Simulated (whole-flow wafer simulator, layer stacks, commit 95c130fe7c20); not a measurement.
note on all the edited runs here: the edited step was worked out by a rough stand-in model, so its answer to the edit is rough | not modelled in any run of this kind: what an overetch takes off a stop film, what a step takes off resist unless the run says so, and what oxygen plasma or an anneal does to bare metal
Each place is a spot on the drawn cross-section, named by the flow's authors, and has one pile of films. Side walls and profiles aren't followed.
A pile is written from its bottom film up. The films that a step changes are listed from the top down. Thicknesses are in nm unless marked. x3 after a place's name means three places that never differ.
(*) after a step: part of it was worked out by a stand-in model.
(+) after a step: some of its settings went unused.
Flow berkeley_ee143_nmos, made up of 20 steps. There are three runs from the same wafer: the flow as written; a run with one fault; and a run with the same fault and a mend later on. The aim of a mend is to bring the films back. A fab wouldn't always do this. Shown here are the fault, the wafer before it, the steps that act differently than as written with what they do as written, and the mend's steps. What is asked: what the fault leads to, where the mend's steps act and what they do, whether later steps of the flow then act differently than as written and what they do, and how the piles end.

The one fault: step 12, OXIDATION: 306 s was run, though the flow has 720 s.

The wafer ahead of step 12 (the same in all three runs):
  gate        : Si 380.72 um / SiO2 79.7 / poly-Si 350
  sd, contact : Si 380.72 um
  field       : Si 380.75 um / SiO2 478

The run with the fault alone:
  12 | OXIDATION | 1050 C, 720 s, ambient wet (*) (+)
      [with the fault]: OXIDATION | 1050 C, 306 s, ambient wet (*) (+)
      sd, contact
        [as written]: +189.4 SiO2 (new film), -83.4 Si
        [with the fault]: +99.7 SiO2 (new film), -43.9 Si
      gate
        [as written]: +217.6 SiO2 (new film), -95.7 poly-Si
        [with the fault]: +120.8 SiO2 (new film), -53.1 poly-Si
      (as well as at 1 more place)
  Steps later in the flow that act otherwise than as written:
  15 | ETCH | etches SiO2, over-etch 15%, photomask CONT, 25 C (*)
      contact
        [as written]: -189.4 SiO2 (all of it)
        [with the fault]: -99.7 SiO2 (all of it)
  At gate, sd, field, the piles at the end differ from the flow's by more than 2% or 0.5 nm, whichever is larger.
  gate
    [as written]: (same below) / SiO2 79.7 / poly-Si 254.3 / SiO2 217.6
    [with the fault]: (same below) / SiO2 79.7 / poly-Si 296.9 / SiO2 120.8
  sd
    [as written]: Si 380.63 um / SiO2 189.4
    [with the fault]: Si 380.67 um / SiO2 99.7
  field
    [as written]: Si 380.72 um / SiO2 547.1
    [with the fault]: Si 380.73 um / SiO2 508.2

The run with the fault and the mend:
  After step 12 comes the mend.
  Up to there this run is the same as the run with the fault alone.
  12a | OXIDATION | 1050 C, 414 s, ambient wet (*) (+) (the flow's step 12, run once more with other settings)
      sd, contact
        +89.8 SiO2, -39.5 Si
      gate
        +96.8 SiO2, -42.6 poly-Si
      field
        +38.9 SiO2, -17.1 Si
  Every later step of the flow that is run acts as written at every place that is followed.
  At every place that both follow, the piles at the end match the flow's.
